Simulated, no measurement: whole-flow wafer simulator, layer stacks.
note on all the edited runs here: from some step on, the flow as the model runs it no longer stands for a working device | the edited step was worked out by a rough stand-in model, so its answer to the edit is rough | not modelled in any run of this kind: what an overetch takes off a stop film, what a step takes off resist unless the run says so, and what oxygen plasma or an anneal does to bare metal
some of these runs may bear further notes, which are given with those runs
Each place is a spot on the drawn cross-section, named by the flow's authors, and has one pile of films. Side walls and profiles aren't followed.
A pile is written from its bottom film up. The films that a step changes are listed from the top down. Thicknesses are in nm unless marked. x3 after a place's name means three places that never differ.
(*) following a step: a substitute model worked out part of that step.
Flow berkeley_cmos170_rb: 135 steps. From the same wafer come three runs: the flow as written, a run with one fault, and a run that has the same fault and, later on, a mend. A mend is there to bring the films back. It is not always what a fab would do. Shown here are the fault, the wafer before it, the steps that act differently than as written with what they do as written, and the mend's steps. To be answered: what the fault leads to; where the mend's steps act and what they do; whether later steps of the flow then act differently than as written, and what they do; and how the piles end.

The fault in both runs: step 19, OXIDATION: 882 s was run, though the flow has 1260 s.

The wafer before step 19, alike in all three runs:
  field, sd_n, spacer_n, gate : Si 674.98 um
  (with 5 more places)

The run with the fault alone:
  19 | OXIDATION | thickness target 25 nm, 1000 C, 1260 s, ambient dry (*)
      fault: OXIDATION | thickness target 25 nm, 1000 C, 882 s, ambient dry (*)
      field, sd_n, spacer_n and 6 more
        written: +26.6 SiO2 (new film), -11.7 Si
        fault: +22 SiO2 (new film), -9.67 Si
  Steps further on in the flow that do not act as written:
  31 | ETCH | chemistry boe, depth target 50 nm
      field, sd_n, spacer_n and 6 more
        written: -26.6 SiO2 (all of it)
        fault: -22 SiO2 (all of it)
  At the end the piles are close to the flow's at the places that both follow, differing by at most 2% or 0.5 nm, whichever is larger.

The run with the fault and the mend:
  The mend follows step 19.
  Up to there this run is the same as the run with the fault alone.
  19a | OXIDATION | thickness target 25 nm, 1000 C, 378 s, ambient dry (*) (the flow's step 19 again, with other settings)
      field, sd_n, spacer_n and 6 more
        +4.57 SiO2, -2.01 Si
  Every later step of the flow that is run acts as written at every place that is followed.
  By the end, the piles equal the flow's at every place that both follow.
